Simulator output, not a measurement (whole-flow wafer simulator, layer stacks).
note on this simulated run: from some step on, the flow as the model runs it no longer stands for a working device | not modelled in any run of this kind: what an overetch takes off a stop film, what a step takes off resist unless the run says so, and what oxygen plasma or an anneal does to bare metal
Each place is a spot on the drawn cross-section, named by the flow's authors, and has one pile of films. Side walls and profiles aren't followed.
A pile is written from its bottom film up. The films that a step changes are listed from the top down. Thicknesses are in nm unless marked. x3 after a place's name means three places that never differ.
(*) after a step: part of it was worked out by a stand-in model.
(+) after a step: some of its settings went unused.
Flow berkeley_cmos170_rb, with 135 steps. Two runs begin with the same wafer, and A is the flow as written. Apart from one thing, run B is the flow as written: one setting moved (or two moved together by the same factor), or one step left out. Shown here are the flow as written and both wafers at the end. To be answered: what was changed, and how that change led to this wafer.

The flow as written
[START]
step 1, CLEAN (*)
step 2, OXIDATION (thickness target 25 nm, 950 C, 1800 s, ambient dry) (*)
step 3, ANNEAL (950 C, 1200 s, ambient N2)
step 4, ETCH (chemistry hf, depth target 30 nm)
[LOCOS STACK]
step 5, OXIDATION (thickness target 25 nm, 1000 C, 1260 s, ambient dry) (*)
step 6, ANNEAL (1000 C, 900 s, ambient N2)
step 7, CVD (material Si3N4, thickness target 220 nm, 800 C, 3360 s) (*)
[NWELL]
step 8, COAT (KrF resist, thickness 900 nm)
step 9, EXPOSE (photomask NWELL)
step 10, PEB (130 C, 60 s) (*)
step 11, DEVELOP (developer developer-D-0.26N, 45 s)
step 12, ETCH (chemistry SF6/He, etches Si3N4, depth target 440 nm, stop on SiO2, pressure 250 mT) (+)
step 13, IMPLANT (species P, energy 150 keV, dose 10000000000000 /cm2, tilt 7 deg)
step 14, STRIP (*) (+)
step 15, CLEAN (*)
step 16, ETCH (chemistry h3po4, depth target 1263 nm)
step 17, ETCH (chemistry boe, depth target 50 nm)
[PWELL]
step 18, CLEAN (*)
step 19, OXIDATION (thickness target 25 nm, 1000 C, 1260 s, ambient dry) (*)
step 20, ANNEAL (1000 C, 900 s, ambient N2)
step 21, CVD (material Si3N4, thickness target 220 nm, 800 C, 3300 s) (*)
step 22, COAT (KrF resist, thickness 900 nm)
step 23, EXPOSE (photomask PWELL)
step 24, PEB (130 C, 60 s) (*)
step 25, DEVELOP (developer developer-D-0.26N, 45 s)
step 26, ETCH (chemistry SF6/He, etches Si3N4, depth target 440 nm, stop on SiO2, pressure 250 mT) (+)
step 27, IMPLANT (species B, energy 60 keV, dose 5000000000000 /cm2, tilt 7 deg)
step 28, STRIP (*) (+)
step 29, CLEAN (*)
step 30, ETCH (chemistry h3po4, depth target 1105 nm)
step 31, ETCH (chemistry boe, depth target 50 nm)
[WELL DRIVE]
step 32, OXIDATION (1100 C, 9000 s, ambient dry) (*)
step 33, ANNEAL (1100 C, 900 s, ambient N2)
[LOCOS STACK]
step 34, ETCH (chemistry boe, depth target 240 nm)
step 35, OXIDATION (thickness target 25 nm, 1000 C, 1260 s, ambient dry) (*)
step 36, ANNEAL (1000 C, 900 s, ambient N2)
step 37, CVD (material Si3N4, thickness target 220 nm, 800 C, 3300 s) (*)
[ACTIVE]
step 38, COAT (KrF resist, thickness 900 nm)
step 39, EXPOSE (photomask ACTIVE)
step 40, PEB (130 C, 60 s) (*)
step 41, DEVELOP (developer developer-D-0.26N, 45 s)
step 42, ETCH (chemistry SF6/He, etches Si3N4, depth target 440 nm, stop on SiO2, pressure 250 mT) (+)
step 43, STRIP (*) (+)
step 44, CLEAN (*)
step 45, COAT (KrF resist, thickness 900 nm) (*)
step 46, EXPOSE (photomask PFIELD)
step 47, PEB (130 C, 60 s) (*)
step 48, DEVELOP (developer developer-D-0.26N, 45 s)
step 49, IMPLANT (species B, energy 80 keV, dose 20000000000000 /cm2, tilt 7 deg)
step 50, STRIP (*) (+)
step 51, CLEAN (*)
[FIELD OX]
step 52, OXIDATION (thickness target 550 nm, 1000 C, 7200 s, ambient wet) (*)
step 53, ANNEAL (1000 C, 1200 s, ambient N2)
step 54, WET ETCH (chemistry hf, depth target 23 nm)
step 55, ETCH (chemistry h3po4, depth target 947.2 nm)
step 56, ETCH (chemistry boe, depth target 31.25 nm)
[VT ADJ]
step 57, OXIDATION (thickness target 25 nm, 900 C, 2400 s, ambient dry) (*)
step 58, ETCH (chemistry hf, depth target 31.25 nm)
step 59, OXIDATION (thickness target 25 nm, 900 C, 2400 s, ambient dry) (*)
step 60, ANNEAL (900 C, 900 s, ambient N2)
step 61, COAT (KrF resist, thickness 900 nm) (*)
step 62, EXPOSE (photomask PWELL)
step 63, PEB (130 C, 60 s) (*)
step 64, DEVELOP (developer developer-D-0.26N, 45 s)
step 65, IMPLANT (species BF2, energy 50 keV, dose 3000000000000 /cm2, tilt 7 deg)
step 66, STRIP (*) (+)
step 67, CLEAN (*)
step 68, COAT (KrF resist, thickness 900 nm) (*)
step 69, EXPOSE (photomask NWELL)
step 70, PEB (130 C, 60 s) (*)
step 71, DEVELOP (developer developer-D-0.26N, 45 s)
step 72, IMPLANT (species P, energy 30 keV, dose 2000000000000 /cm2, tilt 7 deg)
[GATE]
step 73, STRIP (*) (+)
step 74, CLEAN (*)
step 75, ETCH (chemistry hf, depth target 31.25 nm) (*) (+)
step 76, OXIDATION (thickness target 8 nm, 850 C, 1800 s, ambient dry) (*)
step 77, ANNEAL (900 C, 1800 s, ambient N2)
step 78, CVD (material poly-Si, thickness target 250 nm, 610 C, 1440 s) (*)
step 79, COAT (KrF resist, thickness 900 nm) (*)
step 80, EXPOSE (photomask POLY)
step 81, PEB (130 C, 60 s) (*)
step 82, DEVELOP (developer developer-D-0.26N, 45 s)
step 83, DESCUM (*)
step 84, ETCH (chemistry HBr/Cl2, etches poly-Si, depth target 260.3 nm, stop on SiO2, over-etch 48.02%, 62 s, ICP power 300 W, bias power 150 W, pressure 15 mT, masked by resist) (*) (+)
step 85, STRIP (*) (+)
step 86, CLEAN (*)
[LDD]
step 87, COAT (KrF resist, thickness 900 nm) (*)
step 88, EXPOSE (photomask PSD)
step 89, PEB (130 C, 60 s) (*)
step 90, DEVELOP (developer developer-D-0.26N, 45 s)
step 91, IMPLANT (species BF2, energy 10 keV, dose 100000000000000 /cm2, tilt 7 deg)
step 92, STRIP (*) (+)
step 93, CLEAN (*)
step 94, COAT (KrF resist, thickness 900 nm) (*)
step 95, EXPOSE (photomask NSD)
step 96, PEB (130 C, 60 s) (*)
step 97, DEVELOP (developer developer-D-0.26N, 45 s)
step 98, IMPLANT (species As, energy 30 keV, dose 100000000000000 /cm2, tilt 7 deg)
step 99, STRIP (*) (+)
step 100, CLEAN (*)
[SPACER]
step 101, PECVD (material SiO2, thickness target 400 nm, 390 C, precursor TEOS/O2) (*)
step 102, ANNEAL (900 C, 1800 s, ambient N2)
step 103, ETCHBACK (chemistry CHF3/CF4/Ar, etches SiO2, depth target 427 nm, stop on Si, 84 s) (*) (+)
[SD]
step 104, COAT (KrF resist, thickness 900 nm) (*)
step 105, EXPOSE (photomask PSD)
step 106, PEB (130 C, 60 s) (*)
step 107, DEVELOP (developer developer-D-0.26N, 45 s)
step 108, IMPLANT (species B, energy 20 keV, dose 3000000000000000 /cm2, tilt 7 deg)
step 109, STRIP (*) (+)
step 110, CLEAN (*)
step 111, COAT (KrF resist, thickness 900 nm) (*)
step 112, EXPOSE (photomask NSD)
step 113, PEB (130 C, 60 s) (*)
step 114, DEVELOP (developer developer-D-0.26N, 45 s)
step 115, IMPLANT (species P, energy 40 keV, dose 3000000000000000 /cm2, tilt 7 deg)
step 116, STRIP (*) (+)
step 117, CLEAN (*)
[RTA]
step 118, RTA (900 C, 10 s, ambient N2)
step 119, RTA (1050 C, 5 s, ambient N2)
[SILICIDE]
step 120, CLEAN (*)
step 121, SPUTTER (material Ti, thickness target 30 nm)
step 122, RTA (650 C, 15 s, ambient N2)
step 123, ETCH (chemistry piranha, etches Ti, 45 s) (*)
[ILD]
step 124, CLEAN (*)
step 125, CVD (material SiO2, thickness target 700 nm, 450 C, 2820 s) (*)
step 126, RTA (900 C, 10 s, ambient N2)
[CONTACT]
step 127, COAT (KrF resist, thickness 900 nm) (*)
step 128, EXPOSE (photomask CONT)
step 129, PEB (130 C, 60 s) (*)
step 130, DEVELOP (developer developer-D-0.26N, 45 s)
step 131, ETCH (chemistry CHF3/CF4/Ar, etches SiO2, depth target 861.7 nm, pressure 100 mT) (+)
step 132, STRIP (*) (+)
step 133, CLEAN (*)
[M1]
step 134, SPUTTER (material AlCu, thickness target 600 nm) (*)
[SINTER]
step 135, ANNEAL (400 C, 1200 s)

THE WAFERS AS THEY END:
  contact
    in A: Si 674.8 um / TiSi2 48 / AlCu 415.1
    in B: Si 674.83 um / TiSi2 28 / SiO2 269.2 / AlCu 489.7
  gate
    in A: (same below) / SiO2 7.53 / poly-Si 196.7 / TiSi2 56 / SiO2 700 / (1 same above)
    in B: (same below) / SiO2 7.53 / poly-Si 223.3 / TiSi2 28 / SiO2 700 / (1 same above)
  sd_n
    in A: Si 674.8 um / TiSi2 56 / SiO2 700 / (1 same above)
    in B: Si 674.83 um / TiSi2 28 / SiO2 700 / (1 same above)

The reason: step 121, SPUTTER: thickness target 15 nm was run, whereas the flow has thickness target 30 nm; step 131, ETCH: depth target 430.8 nm was run, where the flow has depth target 861.7 nm.

How this came from the change, step by step:
  step 121, SPUTTER (material Ti, thickness target 30 nm)
      field, sd_n, spacer_n, gate, spacer_p, gate_p, contact, m1: A +30 Ti (new film) | B +15 Ti (new film)
      sd_p: A +27.1 Ti (new film) | B +13.6 Ti (new film)
  step 122, RTA (650 C, 15 s, ambient N2)
      sd_n, contact, m1: A -23.4 Ti, +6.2 TiSi first (new film), +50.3 TiSi2 C49 (new film), -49 Si | B -11.7 Ti, +29.8 TiSi2 C49 (new film), -26.6 Si
      gate, gate_p: A -23.4 Ti, +6.2 TiSi first (new film), +50.3 TiSi2 C49 (new film), -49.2 poly-Si | B -11.7 Ti, +29.8 TiSi2 C49 (new film), -26.7 poly-Si
      (and at 1 other place as well)
  step 123, ETCH (chemistry piranha, etches Ti, 45 s) (*)
      sd_n, gate, gate_p, contact, m1: A -6.6 Ti (all of it) | B -3.3 Ti (all of it)
      field, spacer_n, spacer_p: A -30 Ti (all of it) | B -15 Ti (all of it)
      (and at 1 other place as well)
  step 126, RTA (900 C, 10 s, ambient N2)
      sd_n, contact, m1: A under 1 film: +56 TiSi2 (new film), -6.2 TiSi first (all of it), -50.3 TiSi2 C49 (all of it), -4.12 Si | B under 1 film: +28 TiSi2 (new film), -29.8 TiSi2 C49 (all of it)
      gate, gate_p: A under 1 film: +56 TiSi2 (new film), -6.2 TiSi first (all of it), -50.3 TiSi2 C49 (all of it), -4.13 poly-Si | B under 1 film: +28 TiSi2 (new film), -29.8 TiSi2 C49 (all of it)
      (and at 1 other place as well)
  step 131, ETCH (chemistry CHF3/CF4/Ar, etches SiO2, depth target 861.7 nm, pressure 100 mT) (+)
      contact: A -700 SiO2 (all of it), -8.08 TiSi2 | B -430.8 SiO2
      field, sd_n, spacer_n, gate, sd_p, spacer_p, gate_p, m1: A -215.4 KrF resist | B -107.7 KrF resist
  step 132, STRIP (*) (+)
      field: A -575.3 KrF resist (all of it) | B -683.3 KrF resist (all of it)
      sd_n: A -780.4 KrF resist (all of it) | B -889.4 KrF resist (all of it)
      (and at 6 other places as well)
  step 134, SPUTTER (material AlCu, thickness target 600 nm) (*)
      contact: A +415.1 AlCu (new film) | B +489.7 AlCu (new film)
